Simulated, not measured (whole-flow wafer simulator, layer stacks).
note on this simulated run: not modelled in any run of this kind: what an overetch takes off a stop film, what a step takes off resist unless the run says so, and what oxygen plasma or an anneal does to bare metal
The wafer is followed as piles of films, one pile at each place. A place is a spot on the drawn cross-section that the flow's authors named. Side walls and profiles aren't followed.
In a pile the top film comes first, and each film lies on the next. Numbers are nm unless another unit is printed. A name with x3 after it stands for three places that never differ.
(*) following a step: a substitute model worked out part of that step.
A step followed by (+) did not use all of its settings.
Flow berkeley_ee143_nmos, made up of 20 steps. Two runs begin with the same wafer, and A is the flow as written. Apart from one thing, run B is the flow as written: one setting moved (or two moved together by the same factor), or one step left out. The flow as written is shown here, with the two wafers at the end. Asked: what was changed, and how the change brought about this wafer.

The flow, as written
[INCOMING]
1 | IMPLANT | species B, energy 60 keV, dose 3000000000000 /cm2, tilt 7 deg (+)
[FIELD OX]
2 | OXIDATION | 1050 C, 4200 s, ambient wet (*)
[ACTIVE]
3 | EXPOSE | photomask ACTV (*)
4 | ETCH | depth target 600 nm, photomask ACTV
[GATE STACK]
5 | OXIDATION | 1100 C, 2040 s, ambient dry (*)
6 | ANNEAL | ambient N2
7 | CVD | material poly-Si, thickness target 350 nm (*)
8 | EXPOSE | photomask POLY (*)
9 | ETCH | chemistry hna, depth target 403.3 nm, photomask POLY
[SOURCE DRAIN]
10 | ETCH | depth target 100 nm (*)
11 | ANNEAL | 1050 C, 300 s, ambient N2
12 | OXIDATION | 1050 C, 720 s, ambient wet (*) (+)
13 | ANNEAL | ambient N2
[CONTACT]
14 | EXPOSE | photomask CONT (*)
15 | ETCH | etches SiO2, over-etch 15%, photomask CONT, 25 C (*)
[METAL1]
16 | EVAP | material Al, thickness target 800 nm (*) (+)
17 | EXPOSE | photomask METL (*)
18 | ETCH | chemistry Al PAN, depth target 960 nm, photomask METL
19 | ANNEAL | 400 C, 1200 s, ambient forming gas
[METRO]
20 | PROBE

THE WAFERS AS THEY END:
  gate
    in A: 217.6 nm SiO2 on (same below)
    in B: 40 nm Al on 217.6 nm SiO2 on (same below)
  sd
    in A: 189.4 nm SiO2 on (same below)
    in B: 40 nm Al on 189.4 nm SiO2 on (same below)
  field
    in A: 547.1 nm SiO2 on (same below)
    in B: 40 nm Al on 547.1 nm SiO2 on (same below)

Cause: step 18, ETCH: depth target 760 nm was run, though the flow has depth target 960 nm.

The path from the change to this, step by step:
  18 | ETCH | chemistry Al PAN, depth target 960 nm, photomask METL
      gate, sd, field: A -800 Al (all of it) | B -760 Al
With metal films that touch counted as one body, gate has 1 body; the flow as written gives 0 bodies.
With metal films that touch counted as one body, sd has 1 body; the flow as written gives 0 bodies.
With metal films that touch counted as one body, field has 1 body; the flow as written gives 0 bodies.
